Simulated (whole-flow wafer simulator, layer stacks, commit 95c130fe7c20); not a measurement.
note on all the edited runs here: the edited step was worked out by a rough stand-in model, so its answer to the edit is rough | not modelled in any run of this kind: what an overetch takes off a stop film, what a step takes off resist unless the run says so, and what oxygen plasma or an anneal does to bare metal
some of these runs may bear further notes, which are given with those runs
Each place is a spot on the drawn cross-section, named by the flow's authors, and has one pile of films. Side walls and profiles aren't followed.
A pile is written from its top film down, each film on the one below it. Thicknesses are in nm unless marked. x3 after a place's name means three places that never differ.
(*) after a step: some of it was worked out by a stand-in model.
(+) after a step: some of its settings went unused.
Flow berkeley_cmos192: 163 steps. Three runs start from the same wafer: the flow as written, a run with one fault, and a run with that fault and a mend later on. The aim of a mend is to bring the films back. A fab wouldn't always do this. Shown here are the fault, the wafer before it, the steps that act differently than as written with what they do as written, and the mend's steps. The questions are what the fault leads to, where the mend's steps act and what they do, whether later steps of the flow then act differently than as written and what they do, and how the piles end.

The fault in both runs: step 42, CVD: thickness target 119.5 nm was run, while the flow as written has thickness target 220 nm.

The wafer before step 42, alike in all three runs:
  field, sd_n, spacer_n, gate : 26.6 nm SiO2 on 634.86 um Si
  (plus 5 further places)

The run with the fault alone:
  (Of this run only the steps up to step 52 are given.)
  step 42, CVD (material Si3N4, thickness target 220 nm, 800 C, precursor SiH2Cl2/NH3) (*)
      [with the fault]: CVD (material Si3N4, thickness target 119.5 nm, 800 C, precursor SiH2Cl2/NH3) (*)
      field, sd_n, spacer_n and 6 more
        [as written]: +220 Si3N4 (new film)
        [with the fault]: +119.5 Si3N4 (new film)
  Later steps of the flow acting differently than as written:
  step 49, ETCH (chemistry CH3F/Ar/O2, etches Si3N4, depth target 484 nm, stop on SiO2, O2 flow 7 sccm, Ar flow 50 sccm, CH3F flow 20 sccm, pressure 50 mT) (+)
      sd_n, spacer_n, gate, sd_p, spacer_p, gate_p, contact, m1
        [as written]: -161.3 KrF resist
        [with the fault]: -94.3 KrF resist
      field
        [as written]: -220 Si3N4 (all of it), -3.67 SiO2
        [with the fault]: -119.5 Si3N4 (all of it), -3.67 SiO2
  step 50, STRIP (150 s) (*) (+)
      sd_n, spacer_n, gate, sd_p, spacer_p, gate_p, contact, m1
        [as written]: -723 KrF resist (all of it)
        [with the fault]: -790 KrF resist (all of it)
  Once step 52 is done, the piles at sd_n, spacer_n, gate, sd_p, spacer_p, gate_p, contact, m1 depart from the flow's by more than 2% or 0.5 nm, whichever is larger.
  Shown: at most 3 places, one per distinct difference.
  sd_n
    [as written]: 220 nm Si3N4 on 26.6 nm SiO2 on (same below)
    [with the fault]: 119.5 nm Si3N4 on 26.6 nm SiO2 on (same below)

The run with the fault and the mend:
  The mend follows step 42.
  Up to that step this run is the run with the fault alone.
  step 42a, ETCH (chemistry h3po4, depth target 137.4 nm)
      field, sd_n, spacer_n and 6 more
        -119.5 Si3N4 (all of it)
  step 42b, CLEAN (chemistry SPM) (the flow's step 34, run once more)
      does not change any film at any place that is followed
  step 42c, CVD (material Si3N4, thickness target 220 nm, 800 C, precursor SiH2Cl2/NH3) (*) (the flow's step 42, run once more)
      field, sd_n, spacer_n and 6 more
        +220 Si3N4 (new film)
  None of the later steps of the flow acts differently than as written at any place that is followed.
  The piles end the same as the flow's at every place that both follow.
